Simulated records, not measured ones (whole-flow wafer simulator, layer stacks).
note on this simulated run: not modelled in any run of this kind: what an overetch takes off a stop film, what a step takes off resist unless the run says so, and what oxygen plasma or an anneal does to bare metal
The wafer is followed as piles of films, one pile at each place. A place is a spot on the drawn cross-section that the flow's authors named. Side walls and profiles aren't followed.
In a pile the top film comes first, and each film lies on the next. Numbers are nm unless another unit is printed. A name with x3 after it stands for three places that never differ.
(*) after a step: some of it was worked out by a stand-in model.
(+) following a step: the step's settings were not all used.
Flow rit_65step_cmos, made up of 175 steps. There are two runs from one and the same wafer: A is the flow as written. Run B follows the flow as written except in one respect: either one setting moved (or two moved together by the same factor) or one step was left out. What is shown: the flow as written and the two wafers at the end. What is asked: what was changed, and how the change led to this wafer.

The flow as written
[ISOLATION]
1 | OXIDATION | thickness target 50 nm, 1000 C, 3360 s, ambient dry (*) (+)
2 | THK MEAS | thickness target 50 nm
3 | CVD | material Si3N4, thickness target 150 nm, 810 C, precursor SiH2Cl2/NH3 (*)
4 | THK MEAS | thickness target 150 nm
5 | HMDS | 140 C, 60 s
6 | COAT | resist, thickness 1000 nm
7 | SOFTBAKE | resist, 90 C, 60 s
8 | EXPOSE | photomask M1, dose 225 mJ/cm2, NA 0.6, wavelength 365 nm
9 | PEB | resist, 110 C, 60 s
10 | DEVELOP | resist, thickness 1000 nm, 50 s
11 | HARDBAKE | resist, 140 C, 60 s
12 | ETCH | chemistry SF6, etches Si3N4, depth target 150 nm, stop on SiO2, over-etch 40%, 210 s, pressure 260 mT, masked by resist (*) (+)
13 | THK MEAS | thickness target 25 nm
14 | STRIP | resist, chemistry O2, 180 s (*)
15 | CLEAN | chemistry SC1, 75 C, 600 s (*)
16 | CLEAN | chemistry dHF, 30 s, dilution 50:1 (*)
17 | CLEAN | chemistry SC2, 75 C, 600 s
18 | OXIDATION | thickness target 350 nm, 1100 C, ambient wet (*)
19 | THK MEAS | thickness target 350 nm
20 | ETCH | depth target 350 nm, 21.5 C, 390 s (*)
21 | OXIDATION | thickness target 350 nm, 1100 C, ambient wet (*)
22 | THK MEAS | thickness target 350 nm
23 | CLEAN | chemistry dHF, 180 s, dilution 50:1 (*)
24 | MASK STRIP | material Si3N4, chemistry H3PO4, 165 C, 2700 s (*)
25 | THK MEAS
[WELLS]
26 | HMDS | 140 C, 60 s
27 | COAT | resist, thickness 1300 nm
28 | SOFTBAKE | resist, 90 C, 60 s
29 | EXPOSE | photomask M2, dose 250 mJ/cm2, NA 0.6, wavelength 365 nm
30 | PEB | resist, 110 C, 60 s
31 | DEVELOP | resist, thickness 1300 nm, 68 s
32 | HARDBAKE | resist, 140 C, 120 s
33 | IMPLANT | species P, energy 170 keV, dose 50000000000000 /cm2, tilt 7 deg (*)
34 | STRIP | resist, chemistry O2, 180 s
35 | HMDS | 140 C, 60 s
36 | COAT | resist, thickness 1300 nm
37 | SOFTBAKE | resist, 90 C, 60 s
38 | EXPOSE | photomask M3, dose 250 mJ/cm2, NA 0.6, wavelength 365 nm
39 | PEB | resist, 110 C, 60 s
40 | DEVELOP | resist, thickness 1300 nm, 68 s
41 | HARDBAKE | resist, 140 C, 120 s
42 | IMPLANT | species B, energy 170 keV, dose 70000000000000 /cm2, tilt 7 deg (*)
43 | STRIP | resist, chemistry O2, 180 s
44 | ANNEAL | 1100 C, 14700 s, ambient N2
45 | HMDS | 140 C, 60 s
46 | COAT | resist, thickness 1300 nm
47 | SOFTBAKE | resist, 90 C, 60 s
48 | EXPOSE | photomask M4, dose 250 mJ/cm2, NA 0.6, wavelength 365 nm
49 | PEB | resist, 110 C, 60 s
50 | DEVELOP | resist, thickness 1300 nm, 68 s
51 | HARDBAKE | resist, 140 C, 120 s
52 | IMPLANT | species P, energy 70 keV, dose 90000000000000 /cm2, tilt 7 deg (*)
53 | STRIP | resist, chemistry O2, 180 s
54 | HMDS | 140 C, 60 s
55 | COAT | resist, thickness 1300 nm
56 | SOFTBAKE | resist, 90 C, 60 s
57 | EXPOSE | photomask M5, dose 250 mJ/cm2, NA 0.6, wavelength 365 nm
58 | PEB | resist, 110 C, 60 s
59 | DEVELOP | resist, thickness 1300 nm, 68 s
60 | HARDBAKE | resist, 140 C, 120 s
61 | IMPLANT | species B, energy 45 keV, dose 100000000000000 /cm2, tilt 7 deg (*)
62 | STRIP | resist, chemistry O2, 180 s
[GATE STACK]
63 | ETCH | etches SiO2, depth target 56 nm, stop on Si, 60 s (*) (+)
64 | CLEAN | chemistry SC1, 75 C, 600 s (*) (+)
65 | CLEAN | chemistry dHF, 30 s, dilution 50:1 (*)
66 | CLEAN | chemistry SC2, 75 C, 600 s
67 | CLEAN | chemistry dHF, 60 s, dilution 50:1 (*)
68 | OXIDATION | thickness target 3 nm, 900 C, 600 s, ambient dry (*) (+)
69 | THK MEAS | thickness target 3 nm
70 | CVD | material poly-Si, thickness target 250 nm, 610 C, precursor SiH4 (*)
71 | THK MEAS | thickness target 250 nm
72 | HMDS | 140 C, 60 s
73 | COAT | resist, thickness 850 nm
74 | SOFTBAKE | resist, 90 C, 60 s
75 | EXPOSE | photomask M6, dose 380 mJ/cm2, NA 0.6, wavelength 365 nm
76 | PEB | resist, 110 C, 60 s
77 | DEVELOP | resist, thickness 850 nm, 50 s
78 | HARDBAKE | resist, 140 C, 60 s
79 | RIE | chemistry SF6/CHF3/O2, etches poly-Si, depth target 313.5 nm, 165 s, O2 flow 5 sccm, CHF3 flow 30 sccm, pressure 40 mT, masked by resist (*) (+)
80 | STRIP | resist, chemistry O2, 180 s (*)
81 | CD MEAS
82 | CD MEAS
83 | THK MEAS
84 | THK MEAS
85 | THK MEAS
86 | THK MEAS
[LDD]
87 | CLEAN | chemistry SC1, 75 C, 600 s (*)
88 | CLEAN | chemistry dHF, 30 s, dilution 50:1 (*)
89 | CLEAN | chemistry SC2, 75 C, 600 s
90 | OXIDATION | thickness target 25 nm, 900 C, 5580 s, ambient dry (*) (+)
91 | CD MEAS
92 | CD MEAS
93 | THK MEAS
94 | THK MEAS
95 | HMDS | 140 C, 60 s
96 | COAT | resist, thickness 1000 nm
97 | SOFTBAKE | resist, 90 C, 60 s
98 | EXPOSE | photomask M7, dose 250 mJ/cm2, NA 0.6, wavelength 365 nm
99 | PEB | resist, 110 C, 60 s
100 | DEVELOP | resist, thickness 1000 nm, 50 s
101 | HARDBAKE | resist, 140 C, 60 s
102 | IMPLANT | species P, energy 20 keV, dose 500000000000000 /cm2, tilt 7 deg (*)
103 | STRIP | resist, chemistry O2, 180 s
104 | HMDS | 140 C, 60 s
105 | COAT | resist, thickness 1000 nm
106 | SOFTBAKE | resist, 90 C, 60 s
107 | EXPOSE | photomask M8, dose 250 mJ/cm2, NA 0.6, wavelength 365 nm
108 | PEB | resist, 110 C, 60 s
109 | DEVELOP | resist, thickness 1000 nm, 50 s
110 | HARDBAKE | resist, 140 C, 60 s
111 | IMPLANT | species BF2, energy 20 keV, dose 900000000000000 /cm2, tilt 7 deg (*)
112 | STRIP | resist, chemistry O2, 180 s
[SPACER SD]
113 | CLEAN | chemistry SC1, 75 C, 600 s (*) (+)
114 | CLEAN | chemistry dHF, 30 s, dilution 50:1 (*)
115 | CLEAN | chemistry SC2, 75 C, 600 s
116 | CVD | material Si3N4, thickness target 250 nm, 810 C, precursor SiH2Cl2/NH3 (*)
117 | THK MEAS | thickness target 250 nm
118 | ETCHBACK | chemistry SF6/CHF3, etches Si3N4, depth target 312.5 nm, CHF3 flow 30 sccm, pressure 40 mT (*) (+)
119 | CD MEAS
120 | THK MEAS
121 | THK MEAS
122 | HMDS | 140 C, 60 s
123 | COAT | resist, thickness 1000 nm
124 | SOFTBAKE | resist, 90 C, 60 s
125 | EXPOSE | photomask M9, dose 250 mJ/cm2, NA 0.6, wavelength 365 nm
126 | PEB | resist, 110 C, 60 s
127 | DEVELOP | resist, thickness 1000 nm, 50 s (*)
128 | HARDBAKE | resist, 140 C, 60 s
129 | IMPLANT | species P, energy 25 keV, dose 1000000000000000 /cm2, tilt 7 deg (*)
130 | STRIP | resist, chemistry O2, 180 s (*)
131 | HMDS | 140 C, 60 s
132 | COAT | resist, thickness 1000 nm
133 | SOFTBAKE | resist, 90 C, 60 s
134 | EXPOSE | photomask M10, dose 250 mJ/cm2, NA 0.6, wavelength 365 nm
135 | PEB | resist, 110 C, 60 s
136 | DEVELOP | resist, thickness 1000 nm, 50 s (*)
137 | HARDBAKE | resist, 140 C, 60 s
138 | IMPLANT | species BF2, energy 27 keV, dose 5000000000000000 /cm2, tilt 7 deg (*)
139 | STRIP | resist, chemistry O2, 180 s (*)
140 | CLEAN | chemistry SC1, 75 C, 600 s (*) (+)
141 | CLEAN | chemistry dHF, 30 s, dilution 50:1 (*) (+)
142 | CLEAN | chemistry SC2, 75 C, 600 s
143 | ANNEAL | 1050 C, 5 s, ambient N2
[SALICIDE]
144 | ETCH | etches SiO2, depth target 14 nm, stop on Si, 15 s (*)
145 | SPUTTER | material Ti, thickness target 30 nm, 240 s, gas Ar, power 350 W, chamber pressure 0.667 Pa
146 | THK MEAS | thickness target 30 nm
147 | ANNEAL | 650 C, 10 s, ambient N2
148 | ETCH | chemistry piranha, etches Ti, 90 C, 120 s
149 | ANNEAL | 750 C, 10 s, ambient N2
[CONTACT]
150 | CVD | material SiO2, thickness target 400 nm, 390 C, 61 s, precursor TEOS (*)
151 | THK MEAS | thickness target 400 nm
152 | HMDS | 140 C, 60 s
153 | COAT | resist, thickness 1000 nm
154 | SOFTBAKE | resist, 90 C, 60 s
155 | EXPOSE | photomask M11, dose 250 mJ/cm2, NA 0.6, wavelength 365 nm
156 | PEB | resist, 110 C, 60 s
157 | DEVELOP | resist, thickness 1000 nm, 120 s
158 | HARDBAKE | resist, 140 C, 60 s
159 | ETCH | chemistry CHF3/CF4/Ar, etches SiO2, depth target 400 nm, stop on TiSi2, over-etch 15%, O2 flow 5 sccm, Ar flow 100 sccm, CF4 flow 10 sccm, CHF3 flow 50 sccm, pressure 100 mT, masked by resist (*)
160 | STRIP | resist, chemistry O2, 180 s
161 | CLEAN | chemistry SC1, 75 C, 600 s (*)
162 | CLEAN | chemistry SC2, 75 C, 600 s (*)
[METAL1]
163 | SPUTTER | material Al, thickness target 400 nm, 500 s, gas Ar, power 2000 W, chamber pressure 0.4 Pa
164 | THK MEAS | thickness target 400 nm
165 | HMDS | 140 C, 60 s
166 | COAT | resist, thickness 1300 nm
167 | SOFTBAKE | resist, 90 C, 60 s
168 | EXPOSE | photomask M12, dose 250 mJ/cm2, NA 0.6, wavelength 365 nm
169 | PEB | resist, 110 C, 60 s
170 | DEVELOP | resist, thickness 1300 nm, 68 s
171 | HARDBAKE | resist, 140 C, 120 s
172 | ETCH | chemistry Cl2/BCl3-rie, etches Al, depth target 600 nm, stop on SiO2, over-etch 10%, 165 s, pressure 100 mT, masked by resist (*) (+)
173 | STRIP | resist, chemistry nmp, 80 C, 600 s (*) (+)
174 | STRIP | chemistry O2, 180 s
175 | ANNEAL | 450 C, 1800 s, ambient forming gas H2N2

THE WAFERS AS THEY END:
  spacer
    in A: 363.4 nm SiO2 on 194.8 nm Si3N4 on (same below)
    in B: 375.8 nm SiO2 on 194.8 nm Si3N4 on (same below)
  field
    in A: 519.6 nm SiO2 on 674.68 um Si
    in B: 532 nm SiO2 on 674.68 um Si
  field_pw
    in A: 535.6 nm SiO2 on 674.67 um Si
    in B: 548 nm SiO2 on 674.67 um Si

What caused this: step 163, SPUTTER: power 2494 W was run, whereas the flow has power 2000 W.

How this came from the change, step by step:
  163 | SPUTTER | material Al, thickness target 400 nm, 500 s, gas Ar, power 2000 W, chamber pressure 0.4 Pa
      field, field_pw, field_p, spacer, spacer_p: A Al gains 400 (new film) | B Al gains 498.8 (new film)
      gate_n, gate_p: A Al gains 396 (new film) | B Al gains 486.5 (new film)
      (as well as at 1 more place)
  172 | ETCH | chemistry Cl2/BCl3-rie, etches Al, depth target 600 nm, stop on SiO2, over-etch 10%, 165 s, pressure 100 mT, masked by resist (*) (+)
      field, field_pw, spacer, spacer_p: A Al loses 400 (all of it), SiO2 loses 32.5 | B Al loses 498.8 (all of it), SiO2 loses 20.1
      gate_n, gate_p: A Al loses 396 (all of it), SiO2 loses 33 | B Al loses 486.5 (all of it), SiO2 loses 21.7
      (as well as at 2 more places)
